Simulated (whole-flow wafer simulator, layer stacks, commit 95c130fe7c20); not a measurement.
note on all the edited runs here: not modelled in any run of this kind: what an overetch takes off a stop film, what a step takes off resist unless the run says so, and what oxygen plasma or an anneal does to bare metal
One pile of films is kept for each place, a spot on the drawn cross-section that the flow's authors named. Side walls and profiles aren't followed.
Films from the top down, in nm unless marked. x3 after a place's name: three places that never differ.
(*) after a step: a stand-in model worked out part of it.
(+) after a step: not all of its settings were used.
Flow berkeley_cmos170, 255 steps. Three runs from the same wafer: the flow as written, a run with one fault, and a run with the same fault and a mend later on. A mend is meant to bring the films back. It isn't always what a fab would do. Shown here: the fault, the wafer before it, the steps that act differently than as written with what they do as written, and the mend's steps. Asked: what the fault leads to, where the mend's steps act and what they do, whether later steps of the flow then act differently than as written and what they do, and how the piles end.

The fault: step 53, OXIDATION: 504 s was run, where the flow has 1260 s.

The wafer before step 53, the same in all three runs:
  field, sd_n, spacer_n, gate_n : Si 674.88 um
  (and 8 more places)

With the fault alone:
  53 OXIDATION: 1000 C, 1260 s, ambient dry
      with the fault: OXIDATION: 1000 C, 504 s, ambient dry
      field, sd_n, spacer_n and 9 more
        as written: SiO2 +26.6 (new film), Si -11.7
        with the fault: SiO2 +16.3 (new film), Si -7.16
  Later steps of the flow that act differently than as written (48 more steps differ only slightly, by at most 2% or 0.5 nm, whichever is larger, and aren't shown):
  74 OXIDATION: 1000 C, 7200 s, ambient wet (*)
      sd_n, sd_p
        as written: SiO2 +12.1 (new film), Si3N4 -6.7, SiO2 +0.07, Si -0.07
        with the fault: SiO2 +12.1 (new film), Si3N4 -6.7
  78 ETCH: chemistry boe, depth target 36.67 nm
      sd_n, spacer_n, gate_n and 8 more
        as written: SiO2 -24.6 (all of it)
        with the fault: SiO2 -14.3 (all of it)
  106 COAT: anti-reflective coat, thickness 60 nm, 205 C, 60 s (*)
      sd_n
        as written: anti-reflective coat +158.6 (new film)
        with the fault: anti-reflective coat +153.9 (new film)
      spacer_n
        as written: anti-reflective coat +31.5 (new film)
        with the fault: anti-reflective coat +33.1 (new film)
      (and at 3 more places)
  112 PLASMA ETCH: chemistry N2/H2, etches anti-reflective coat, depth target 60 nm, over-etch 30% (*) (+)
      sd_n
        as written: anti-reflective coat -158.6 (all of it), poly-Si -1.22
        with the fault: anti-reflective coat -153.9 (all of it), poly-Si -1.18
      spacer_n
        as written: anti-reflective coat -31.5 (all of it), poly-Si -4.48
        with the fault: anti-reflective coat -33.1 (all of it), poly-Si -4.28
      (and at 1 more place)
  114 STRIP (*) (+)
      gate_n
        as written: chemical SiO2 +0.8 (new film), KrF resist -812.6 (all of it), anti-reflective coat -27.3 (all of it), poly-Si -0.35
        with the fault: chemical SiO2 +0.8 (new film), KrF resist -807.5 (all of it), anti-reflective coat -28.9 (all of it), poly-Si -0.35
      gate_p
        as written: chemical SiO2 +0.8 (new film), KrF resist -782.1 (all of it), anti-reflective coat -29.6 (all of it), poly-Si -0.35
        with the fault: chemical SiO2 +0.8 (new film), KrF resist -778.9 (all of it), anti-reflective coat -30.7 (all of it), poly-Si -0.35
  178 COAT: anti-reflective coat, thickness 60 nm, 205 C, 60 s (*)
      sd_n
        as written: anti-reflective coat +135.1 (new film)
        with the fault: anti-reflective coat +131.7 (new film)
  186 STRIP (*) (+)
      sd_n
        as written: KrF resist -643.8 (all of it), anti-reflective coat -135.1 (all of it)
        with the fault: KrF resist -643.7 (all of it), anti-reflective coat -131.7 (all of it)
  At the end the piles differ from the flow's only slightly at the places that both follow, by at most 2% or 0.5 nm, whichever is larger.

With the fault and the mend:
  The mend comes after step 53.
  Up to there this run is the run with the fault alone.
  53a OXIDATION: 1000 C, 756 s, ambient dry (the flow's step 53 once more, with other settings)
      field, sd_n, spacer_n and 9 more
        SiO2 +10.3, Si -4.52
  No later step of the flow acts differently than as written at any place that is followed.
  At the end the piles are the same as the flow's at every place that both follow.
